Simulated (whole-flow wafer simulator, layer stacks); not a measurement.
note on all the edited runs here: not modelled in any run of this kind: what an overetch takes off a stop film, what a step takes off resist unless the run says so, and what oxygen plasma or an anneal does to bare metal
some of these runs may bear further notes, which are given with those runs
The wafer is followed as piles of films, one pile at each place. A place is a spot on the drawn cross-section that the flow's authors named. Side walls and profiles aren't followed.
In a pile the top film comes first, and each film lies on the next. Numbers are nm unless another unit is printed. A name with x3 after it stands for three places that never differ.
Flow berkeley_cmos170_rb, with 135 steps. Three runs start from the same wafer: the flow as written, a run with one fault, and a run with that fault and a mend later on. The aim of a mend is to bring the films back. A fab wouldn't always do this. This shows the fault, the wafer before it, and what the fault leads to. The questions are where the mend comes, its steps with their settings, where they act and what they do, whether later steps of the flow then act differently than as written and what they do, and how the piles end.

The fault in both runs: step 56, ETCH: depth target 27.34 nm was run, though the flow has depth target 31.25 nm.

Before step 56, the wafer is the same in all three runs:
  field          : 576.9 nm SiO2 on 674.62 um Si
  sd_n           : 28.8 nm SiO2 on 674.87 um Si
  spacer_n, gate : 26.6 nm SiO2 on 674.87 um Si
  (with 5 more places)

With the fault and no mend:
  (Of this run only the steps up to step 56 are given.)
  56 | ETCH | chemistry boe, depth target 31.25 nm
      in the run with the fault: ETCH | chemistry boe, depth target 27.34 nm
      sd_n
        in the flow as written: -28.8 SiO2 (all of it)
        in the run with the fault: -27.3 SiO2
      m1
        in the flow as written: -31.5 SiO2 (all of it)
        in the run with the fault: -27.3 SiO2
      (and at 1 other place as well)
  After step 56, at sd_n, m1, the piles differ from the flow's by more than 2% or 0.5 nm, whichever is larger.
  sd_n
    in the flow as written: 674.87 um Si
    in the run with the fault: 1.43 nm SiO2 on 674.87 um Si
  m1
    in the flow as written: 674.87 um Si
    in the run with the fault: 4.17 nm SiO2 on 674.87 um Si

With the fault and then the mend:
  After step 56 comes the mend.
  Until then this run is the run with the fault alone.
  56a | ETCH | chemistry boe, depth target 3.906 nm (the flow's step 56 again, with other settings)
      field
        -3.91 SiO2
      sd_n
        -1.43 SiO2 (all of it)
      m1
        -4.17 SiO2 (all of it)
  Later steps of the flow that are run all act as written at every place that is followed, up to a difference of at most 2% or 0.5 nm, whichever is larger.
  At every place that both follow, the piles at the end match the flow's.
